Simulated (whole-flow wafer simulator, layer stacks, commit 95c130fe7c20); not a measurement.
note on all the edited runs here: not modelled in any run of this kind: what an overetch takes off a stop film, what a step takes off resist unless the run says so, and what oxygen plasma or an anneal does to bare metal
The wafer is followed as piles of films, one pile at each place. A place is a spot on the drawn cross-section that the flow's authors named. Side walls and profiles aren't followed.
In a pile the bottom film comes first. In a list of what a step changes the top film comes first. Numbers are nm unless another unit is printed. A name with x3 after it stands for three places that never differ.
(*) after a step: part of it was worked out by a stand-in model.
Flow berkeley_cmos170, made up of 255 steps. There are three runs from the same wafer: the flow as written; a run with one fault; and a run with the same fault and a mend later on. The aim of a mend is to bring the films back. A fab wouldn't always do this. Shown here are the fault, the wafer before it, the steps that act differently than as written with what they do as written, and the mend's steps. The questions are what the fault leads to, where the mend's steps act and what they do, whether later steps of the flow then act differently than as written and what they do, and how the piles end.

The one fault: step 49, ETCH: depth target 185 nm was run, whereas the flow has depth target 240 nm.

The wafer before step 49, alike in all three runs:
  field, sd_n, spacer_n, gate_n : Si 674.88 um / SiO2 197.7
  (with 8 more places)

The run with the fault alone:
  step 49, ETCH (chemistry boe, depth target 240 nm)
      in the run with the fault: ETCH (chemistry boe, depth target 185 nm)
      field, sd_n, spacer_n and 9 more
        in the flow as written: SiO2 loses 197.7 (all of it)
        in the run with the fault: SiO2 loses 185
  Later steps of the flow acting differently than as written:
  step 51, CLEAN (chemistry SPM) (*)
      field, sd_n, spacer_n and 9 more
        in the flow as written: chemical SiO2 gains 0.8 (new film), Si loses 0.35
        in the run with the fault: nothing
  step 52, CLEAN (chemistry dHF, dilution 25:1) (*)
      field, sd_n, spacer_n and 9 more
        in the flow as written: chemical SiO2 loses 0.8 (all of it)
        in the run with the fault: SiO2 loses 12.7 (all of it)
  At the end the piles are close to the flow's at the places that both follow, differing by at most 2% or 0.5 nm, whichever is larger.

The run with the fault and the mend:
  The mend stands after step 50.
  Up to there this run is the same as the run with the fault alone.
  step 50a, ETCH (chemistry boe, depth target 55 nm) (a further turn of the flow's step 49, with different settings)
      field, sd_n, spacer_n and 9 more
        SiO2 loses 12.7 (all of it)
  None of the later steps of the flow acts differently than as written at any place that is followed.
  By the end, the piles equal the flow's at every place that both follow.
